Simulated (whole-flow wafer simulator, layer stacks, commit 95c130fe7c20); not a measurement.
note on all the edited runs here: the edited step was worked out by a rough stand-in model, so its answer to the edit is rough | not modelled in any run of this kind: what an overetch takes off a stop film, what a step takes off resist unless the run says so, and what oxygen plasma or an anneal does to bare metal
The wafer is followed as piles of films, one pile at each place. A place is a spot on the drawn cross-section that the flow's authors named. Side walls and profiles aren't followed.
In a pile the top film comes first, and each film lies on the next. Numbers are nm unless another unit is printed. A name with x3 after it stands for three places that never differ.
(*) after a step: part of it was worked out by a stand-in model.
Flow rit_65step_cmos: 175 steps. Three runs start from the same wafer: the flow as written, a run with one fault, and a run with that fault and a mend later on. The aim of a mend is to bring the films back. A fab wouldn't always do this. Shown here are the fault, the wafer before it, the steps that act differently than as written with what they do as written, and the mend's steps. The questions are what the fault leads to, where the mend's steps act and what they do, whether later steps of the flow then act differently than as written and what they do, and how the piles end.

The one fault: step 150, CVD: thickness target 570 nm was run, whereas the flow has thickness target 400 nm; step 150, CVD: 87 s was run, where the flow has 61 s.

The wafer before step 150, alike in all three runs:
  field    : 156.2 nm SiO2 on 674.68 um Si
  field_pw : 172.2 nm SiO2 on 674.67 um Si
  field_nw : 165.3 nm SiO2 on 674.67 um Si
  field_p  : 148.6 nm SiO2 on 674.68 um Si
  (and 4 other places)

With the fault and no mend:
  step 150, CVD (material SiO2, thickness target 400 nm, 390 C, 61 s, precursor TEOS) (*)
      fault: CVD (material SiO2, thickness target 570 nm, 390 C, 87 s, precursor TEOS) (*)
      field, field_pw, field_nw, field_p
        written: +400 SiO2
        fault: +570 SiO2
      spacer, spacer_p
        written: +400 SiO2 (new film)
        fault: +570 SiO2 (new film)
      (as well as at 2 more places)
  Later steps of the flow that are run all act as written at every place that is followed, up to a difference of at most 2% or 0.5 nm, whichever is larger.
  The piles end different from the flow's at field, field_pw, field_nw, field_p, gate_n, gate_p, spacer, spacer_p by more than 2% or 0.5 nm, whichever is larger.
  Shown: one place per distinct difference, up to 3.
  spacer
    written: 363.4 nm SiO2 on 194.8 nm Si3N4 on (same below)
    fault: 533.4 nm SiO2 on 194.8 nm Si3N4 on (same below)
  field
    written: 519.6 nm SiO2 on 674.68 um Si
    fault: 689.6 nm SiO2 on 674.68 um Si
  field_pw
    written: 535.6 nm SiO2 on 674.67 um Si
    fault: 705.6 nm SiO2 on 674.67 um Si

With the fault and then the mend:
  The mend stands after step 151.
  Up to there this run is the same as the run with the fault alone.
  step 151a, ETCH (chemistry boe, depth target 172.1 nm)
      field, field_pw, field_nw, field_p, gate_n, gate_p, spacer, spacer_p
        -172.1 SiO2
  Later steps of the flow that are run all act as written at every place that is followed, up to a difference of at most 2% or 0.5 nm, whichever is larger.
  When the end is reached, the piles differ only a little from the flow's at the places that both follow, at most by 2% or 0.5 nm, whichever is larger.
